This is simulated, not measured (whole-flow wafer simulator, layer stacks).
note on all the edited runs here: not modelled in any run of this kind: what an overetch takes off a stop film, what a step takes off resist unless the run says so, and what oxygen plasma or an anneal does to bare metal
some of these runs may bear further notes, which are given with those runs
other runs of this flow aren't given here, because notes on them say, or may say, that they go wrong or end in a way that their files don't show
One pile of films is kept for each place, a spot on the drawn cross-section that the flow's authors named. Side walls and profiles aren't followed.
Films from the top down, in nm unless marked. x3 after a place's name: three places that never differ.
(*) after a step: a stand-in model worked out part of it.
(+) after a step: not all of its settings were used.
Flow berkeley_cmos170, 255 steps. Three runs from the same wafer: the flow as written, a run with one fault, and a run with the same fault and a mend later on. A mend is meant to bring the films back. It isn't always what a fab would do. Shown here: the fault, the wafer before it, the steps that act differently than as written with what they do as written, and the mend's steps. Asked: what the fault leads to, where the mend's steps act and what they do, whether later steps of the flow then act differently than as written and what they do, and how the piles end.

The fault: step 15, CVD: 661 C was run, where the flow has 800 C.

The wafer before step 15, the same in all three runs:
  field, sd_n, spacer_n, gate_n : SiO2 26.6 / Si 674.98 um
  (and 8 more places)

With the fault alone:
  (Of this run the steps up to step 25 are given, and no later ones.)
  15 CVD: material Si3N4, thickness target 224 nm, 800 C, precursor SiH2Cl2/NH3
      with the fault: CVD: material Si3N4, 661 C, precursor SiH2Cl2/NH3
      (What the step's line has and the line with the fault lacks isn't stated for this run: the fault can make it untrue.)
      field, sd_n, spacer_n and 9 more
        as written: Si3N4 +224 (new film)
        with the fault: Si3N4 +18.7 (new film)
  Later steps of the flow that act differently than as written:
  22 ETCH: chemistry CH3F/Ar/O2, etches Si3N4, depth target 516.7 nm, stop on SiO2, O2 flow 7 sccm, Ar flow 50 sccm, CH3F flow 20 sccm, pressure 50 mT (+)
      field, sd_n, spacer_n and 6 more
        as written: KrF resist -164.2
        with the fault: KrF resist -27.4
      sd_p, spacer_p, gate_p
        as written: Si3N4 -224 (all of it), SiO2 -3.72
        with the fault: Si3N4 -18.7 (all of it), SiO2 -3.72
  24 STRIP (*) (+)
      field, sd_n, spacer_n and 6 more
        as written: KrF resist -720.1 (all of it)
        with the fault: KrF resist -857 (all of it)
  After step 25 the piles differ from the flow's by more than 2% or 0.5 nm, whichever is larger, at field, sd_n, spacer_n and 6 more.
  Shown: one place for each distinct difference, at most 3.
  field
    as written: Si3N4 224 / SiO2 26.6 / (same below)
    with the fault: Si3N4 18.7 / SiO2 26.6 / (same below)

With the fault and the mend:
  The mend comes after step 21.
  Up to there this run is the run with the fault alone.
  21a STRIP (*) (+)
      field, sd_n, spacer_n and 6 more
        KrF resist -884.4 (all of it)
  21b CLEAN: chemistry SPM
      changes no film at any place that is followed
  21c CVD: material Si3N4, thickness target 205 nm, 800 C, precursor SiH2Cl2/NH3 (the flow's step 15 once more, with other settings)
      field, sd_n, spacer_n and 9 more
        Si3N4 +205
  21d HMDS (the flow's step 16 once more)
      changes no film at any place that is followed
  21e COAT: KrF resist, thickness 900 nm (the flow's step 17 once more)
      field, sd_n, spacer_n and 9 more
        KrF resist +900 (new film)
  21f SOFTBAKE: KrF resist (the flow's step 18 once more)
      changes no film at any place that is followed
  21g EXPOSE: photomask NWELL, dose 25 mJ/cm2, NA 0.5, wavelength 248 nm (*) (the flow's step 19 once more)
      changes no film at any place that is followed
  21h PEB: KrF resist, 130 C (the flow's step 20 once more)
      field, sd_n, spacer_n and 9 more
        KrF resist -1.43
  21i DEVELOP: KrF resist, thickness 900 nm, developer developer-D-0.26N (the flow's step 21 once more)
      field, sd_n, spacer_n and 6 more
        KrF resist -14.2
      sd_p, spacer_p, gate_p
        KrF resist -898.6 (all of it)
  No later step of the flow acts differently than as written, at any place that is followed, by more than 2% or 0.5 nm, whichever is larger.
  At the end the piles are the same as the flow's at every place that both follow.
